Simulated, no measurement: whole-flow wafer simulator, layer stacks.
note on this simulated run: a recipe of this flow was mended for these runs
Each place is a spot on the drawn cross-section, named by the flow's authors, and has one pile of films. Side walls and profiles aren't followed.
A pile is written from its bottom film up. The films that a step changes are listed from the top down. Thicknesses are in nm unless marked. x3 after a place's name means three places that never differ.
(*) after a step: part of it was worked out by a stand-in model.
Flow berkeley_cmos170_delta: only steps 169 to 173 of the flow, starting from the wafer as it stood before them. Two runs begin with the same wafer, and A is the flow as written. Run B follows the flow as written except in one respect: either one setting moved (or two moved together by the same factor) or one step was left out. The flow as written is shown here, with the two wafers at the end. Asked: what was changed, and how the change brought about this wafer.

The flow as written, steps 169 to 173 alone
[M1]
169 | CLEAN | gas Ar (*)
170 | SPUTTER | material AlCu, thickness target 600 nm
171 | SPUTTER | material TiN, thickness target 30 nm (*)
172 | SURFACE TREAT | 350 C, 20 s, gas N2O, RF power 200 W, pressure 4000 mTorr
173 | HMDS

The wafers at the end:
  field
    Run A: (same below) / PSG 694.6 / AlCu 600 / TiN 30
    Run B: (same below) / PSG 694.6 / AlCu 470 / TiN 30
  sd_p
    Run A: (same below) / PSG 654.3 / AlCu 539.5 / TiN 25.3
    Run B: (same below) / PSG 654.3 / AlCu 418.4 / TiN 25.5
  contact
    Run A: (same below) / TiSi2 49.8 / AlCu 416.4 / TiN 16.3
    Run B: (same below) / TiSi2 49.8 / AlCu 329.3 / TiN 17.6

Cause: step 170, SPUTTER: thickness target 470 nm was run, while the flow as written has thickness target 600 nm.
The wafer lets one read it off: field has AlCu 470, and step 170 as written asks for 600 nm.

How this came from the change, step by step:
  170 | SPUTTER | material AlCu, thickness target 600 nm
      field, sd_n, spacer_n, gate, spacer_p, gate_p, m1: A AlCu gains 600 (new film) | B AlCu gains 470 (new film)
      sd_p: A AlCu gains 539.5 (new film) | B AlCu gains 418.4 (new film)
      (as well as at 1 more place)
  171 | SPUTTER | material TiN, thickness target 30 nm (*)
      contact: A TiN gains 16.3 (new film) | B TiN gains 17.6 (new film)
